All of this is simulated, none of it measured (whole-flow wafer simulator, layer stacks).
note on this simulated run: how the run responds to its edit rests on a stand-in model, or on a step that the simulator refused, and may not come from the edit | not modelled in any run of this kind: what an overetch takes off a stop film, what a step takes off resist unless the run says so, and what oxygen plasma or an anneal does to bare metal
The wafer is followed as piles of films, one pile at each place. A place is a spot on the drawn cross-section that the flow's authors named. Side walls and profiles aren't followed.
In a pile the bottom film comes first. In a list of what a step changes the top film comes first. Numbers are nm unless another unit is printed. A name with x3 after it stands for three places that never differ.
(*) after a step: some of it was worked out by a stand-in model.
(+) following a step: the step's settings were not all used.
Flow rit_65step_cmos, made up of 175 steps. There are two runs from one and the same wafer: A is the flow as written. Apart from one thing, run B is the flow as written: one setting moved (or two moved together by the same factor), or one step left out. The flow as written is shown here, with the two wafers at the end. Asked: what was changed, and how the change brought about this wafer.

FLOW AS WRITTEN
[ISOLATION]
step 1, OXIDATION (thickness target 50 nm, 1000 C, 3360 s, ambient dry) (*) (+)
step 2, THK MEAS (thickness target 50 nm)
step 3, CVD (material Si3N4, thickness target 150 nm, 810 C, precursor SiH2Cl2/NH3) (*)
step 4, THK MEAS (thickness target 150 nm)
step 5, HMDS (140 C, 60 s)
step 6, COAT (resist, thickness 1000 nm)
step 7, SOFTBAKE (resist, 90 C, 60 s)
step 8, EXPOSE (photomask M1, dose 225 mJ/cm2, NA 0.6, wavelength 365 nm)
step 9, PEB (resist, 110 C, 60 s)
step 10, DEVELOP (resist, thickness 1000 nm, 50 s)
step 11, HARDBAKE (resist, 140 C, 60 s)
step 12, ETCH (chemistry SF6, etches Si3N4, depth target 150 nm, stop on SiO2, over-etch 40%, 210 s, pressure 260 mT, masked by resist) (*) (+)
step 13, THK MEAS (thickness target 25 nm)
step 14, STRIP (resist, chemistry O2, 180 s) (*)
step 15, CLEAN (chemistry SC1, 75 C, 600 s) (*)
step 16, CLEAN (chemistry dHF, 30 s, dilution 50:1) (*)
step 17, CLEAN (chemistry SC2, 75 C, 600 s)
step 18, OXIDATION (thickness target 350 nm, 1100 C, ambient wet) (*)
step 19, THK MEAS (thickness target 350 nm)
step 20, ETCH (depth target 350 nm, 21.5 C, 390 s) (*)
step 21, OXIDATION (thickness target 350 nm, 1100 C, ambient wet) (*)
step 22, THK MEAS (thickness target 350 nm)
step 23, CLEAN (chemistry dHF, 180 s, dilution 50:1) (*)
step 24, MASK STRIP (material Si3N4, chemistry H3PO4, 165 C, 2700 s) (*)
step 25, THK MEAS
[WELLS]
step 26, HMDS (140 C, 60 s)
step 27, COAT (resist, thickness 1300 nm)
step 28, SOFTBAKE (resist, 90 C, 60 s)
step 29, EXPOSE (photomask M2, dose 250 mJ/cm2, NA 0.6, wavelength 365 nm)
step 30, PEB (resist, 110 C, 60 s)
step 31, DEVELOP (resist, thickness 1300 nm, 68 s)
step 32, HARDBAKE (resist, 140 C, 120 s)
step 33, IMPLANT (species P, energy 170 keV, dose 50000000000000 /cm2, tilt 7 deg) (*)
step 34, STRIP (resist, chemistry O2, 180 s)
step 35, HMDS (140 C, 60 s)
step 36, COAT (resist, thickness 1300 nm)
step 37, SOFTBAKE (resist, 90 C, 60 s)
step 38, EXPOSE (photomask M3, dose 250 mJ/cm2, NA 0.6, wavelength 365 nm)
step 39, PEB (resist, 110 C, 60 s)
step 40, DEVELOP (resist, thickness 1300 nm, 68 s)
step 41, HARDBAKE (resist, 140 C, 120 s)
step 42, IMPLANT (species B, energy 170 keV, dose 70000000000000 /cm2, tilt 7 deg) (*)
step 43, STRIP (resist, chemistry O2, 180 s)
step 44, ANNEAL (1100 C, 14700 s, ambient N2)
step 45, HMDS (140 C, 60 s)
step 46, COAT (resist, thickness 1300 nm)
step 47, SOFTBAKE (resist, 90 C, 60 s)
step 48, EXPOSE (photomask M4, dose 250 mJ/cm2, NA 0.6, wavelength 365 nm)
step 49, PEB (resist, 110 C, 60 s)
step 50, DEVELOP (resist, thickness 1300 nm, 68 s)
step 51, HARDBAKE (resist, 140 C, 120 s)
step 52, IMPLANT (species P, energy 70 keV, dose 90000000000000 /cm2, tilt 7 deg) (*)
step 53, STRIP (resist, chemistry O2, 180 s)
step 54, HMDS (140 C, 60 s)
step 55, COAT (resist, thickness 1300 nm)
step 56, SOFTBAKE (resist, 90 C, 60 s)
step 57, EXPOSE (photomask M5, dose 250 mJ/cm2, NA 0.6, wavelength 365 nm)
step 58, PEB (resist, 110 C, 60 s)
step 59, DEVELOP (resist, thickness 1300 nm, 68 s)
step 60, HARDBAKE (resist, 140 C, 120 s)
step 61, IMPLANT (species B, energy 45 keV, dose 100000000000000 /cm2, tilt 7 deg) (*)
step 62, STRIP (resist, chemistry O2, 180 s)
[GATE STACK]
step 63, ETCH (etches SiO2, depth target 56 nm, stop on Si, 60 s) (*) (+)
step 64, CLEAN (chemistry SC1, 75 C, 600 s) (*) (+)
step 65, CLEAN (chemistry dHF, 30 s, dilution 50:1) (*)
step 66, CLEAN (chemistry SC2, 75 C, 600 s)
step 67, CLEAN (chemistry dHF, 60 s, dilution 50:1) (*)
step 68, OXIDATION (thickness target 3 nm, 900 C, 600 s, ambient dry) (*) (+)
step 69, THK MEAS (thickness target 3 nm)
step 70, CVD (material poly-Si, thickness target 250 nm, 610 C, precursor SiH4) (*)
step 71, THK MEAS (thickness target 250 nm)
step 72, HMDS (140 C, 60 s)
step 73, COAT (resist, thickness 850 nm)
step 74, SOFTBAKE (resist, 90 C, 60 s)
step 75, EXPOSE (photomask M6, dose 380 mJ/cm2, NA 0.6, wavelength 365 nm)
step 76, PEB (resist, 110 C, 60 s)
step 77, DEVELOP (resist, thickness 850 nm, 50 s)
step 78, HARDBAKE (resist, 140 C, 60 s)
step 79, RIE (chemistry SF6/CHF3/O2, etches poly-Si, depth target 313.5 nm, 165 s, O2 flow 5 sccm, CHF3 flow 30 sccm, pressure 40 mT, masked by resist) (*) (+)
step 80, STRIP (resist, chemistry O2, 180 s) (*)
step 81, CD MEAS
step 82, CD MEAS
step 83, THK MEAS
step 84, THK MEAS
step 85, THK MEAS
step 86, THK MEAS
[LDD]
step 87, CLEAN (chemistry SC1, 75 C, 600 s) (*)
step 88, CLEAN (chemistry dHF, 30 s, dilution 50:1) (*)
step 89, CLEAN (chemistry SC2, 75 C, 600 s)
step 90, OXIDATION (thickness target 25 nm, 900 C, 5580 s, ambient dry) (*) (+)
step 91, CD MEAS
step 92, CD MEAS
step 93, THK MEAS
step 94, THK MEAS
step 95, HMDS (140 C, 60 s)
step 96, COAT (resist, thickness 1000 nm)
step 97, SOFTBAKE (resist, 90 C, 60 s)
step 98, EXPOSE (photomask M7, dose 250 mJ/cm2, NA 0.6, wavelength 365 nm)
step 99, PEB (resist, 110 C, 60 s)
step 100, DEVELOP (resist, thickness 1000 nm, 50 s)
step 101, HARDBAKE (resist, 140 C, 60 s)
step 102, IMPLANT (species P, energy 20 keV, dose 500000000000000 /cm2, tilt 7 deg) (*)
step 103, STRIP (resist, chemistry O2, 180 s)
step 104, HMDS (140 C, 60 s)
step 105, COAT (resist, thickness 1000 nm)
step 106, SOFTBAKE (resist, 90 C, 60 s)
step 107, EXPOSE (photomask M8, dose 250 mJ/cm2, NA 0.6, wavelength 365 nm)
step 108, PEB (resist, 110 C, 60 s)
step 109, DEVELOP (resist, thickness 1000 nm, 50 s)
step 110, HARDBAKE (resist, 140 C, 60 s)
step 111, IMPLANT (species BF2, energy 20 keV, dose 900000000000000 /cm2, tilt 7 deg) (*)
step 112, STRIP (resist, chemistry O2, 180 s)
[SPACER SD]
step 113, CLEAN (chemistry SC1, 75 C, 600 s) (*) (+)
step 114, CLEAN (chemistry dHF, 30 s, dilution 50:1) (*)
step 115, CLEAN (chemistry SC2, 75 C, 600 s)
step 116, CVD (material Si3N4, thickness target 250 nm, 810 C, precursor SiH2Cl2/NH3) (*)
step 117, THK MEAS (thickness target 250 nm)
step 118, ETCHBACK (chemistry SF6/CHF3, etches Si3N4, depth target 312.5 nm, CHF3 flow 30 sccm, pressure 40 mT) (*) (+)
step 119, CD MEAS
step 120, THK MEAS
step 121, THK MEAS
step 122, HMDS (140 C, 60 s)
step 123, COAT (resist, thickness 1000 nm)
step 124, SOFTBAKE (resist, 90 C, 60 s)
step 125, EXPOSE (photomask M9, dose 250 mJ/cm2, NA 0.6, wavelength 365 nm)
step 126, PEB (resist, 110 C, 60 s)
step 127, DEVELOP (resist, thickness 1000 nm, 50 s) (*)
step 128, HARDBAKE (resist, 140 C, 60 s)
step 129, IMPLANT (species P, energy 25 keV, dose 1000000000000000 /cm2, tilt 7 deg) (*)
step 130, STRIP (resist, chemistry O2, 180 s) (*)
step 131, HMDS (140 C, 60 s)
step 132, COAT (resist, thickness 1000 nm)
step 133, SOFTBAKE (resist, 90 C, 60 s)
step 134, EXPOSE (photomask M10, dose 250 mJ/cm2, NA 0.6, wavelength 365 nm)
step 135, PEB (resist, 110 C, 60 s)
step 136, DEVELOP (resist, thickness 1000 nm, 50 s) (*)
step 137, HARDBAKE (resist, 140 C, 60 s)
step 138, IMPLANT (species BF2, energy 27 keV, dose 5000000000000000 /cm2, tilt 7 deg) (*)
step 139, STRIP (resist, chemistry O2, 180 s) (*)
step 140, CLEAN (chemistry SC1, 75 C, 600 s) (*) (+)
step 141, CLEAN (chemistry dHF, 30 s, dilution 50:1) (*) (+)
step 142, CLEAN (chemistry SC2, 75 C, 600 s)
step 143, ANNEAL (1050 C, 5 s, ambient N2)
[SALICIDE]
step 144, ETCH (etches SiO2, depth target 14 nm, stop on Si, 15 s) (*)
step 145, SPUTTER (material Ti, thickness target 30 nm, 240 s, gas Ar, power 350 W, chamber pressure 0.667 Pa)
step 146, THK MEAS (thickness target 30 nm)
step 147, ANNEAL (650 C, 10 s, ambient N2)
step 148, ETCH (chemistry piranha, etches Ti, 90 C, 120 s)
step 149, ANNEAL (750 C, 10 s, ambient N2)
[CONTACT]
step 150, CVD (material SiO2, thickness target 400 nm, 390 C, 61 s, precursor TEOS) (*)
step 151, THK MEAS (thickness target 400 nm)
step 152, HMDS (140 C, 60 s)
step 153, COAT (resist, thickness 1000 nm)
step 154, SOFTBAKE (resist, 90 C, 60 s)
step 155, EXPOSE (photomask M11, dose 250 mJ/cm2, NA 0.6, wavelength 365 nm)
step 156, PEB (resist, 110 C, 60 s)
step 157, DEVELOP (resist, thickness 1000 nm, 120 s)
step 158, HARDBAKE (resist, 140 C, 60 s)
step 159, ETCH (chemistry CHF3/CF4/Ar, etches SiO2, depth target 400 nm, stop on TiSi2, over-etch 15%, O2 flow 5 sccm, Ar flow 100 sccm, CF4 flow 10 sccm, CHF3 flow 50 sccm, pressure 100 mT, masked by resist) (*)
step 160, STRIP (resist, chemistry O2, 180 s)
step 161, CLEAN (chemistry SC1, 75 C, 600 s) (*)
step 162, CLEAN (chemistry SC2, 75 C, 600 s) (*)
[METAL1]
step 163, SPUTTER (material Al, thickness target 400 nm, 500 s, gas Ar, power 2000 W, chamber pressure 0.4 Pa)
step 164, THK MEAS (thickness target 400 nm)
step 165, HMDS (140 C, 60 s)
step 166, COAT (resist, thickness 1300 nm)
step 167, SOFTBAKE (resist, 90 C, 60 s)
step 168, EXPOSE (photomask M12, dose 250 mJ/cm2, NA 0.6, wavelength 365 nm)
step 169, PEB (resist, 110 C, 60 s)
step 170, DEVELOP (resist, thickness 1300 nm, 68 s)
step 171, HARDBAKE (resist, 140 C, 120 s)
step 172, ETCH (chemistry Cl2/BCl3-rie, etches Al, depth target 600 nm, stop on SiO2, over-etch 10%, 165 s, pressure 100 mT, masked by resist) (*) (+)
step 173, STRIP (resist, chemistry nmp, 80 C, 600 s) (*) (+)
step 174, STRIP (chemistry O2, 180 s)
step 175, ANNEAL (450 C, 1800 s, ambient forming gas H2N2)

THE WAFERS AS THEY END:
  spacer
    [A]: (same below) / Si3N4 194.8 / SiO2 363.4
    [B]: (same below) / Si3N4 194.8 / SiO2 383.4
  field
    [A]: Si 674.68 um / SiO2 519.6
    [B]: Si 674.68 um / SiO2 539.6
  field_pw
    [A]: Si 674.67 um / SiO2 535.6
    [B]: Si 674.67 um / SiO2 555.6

What caused this: step 163, SPUTTER: thickness target 560 nm was run, though the flow has thickness target 400 nm.

Step by step, how the change led to this:
  step 163, SPUTTER (material Al, thickness target 400 nm, 500 s, gas Ar, power 2000 W, chamber pressure 0.4 Pa)
      field, field_pw, field_p, spacer, spacer_p: A +400 Al (new film) | B +560 Al (new film)
      gate_n, gate_p: A +396 Al (new film) | B +530.3 Al (new film)
      (as well as at 1 more place)
  step 166, COAT (resist, thickness 1300 nm)
      gate_n: A +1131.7 resist (new film) | B +1159.6 resist (new film)
      gate_p: A +1135.6 resist (new film) | B +1162.9 resist (new film)
  step 169, PEB (resist, 110 C, 60 s)
      gate_n: A -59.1 resist | B -60.7 resist
      gate_p: A -59.3 resist | B -60.8 resist
  step 170, DEVELOP (resist, thickness 1300 nm, 68 s)
      gate_n: A -1072.6 resist (all of it) | B -1098.9 resist (all of it)
      gate_p: A -1076.3 resist (all of it) | B -1102.1 resist (all of it)
  step 172, ETCH (chemistry Cl2/BCl3-rie, etches Al, depth target 600 nm, stop on SiO2, over-etch 10%, 165 s, pressure 100 mT, masked by resist) (*) (+)
      field, field_pw, field_p, spacer, spacer_p: A -400 Al (all of it), -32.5 SiO2 | B -560 Al (all of it), -12.5 SiO2
      gate_n, gate_p: A -396 Al (all of it), -33 SiO2 | B -530.3 Al (all of it), -16.2 SiO2
      (as well as at 1 more place)
